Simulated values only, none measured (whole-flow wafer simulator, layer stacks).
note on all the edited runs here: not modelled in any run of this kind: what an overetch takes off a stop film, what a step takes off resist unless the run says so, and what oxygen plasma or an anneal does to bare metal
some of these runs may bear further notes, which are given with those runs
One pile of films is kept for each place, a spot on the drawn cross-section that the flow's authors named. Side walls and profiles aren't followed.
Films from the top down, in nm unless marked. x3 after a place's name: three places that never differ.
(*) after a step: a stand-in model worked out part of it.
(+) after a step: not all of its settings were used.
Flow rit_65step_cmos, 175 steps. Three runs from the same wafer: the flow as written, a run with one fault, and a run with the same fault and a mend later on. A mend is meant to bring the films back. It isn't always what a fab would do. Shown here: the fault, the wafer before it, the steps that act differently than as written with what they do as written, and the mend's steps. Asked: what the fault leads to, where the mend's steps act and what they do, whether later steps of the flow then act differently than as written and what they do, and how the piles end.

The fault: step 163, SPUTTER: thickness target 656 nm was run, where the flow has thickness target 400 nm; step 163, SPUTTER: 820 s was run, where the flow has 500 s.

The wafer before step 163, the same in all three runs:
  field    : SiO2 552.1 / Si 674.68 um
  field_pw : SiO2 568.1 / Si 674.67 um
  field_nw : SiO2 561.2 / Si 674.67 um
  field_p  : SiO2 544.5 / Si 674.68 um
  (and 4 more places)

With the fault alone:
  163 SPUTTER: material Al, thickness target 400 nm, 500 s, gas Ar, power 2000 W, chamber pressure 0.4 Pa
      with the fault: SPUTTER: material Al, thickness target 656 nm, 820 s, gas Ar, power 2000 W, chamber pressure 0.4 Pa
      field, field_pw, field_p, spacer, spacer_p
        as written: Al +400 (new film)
        with the fault: Al +656 (new film)
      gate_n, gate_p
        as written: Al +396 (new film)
        with the fault: Al +579.8 (new film)
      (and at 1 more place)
  Later steps of the flow that act differently than as written (1 more step differs only slightly, by at most 2% or 0.5 nm, whichever is larger, and isn't shown):
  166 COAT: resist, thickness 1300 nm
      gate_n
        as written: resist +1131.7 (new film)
        with the fault: resist +1206.8 (new film)
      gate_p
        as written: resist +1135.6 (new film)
        with the fault: resist +1210.1 (new film)
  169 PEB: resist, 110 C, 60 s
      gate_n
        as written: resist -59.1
        with the fault: resist -63.2
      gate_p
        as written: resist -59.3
        with the fault: resist -63.4
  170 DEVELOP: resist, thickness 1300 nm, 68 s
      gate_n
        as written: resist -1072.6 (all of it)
        with the fault: resist -1143.6 (all of it)
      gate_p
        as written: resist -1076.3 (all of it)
        with the fault: resist -1146.6 (all of it)
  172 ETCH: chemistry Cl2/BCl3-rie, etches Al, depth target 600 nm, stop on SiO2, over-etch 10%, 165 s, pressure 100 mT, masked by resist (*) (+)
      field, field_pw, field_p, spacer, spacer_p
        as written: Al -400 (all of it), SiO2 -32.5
        with the fault: Al -656 (all of it), SiO2 -0.5
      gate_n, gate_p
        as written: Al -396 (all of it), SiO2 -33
        with the fault: Al -579.8 (all of it), SiO2 -10
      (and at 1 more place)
  At the end the piles differ from the flow's by more than 2% or 0.5 nm, whichever is larger, at field, field_pw, field_nw, field_p, gate_n, gate_p, spacer, spacer_p.
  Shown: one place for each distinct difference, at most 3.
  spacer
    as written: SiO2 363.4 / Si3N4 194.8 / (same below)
    with the fault: SiO2 395.4 / Si3N4 194.8 / (same below)
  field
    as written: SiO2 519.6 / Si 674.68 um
    with the fault: SiO2 551.6 / Si 674.68 um
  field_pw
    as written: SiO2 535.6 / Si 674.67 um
    with the fault: SiO2 567.6 / Si 674.67 um

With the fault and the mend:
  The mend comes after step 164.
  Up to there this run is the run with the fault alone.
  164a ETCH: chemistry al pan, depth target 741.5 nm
      field, field_pw, field_nw, field_p, spacer, spacer_p
        Al -656 (all of it)
      gate_n, gate_p
        Al -579.8 (all of it)
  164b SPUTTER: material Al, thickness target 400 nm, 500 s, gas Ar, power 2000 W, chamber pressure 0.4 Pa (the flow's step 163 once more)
      field, field_pw, field_p, spacer, spacer_p
        Al +400 (new film)
      gate_n, gate_p
        Al +396 (new film)
      field_nw
        Al +397.2 (new film)
  No later step of the flow acts differently than as written at any place that is followed.
  At the end the piles are the same as the flow's at every place that both follow.
